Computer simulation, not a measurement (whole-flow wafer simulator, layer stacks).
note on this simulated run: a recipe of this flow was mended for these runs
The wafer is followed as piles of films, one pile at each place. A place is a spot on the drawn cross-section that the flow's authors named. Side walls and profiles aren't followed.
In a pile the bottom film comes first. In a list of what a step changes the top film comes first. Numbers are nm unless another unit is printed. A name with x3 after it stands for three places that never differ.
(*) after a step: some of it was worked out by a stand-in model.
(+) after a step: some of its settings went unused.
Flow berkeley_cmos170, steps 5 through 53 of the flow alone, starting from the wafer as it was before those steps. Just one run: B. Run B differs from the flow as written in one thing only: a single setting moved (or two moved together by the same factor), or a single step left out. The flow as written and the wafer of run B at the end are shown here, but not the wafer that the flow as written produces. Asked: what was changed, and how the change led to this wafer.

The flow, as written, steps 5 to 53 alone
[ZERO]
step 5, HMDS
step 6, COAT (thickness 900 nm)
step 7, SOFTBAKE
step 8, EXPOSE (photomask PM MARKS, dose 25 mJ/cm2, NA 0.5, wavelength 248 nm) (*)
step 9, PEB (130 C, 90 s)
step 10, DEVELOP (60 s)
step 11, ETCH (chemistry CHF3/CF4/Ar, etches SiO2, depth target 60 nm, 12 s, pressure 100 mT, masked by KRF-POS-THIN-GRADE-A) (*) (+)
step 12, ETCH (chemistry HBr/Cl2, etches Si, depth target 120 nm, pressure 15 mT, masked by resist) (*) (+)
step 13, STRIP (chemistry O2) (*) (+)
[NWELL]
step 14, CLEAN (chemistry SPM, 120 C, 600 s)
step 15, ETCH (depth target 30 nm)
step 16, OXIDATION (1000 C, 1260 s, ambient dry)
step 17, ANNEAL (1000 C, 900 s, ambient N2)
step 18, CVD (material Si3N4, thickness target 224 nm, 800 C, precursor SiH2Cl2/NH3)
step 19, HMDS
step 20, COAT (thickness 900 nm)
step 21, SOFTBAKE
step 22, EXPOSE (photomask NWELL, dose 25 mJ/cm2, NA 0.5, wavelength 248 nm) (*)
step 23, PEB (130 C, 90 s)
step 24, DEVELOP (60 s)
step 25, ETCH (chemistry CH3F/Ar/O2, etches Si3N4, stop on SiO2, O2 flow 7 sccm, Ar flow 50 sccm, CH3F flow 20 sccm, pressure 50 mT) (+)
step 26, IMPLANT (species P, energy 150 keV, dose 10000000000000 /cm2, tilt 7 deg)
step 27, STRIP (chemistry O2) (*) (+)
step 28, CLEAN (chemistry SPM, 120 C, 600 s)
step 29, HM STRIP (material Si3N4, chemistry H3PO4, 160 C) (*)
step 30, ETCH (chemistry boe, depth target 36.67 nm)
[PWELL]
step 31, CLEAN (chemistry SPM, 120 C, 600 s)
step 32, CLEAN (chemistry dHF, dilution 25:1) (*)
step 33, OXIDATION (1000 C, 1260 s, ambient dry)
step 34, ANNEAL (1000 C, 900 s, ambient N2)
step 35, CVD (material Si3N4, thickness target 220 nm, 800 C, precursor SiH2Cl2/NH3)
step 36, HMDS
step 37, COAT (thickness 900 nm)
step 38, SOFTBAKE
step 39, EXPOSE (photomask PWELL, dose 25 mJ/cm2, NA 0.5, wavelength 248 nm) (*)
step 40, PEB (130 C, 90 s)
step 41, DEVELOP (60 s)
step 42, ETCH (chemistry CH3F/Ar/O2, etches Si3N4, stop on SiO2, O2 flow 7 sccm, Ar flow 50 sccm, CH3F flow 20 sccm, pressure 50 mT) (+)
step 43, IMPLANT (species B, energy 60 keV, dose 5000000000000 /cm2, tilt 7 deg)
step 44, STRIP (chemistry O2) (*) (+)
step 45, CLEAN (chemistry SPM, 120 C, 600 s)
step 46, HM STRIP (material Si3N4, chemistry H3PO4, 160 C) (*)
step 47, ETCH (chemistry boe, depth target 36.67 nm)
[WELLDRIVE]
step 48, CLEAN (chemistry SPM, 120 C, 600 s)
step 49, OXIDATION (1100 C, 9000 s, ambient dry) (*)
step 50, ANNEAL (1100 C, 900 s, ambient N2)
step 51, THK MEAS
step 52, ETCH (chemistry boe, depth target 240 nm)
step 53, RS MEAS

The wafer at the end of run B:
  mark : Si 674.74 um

What caused this: step 12, ETCH: depth target 139 nm was run, while the flow as written has depth target 120 nm.

How this came from the change, step by step:
  step 12, ETCH (chemistry HBr/Cl2, etches Si, depth target 120 nm, pressure 15 mT, masked by resist) (*) (+)
      field x9, sd_p x3: KrF-resist loses 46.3 (as written it would have been: KrF-resist loses 40)
      mark: Si loses 139 (as written it would have been: Si loses 120)
